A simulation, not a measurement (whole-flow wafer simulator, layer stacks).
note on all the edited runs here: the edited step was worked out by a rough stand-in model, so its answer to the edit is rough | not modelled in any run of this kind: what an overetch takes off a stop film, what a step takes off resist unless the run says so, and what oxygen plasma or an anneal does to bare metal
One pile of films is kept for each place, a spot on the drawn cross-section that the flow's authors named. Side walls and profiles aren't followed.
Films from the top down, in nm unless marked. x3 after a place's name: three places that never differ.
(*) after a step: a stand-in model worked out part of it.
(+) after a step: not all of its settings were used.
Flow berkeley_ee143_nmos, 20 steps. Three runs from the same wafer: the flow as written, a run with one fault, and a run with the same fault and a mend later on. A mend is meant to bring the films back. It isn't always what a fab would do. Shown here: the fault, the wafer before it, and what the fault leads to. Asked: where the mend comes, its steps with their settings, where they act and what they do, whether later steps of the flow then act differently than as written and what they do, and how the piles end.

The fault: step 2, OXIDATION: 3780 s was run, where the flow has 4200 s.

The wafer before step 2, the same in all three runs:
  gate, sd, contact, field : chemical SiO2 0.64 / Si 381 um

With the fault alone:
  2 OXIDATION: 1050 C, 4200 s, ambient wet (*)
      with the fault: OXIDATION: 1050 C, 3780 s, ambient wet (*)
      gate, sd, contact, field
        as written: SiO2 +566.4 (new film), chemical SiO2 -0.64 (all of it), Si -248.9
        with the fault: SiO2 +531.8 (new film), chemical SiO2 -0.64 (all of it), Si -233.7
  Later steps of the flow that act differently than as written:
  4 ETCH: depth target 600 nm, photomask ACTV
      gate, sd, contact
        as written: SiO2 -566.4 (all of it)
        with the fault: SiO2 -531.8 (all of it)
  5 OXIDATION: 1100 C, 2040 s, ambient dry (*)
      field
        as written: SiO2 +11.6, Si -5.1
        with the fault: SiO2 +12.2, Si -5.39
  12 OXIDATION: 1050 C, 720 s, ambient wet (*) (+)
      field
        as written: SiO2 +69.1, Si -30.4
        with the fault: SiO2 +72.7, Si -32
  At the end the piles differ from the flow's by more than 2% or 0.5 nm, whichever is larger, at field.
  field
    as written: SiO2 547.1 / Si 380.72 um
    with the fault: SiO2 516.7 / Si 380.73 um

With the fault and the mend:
  The mend comes after step 2.
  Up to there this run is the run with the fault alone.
  2a OXIDATION: 1050 C, 420 s, ambient wet (*) (the flow's step 2 once more, with other settings)
      gate, sd, contact, field
        SiO2 +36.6, Si -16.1
  No later step of the flow acts differently than as written, at any place that is followed, by more than 2% or 0.5 nm, whichever is larger.
  At the end the piles differ from the flow's only slightly at the places that both follow, by at most 2% or 0.5 nm, whichever is larger.
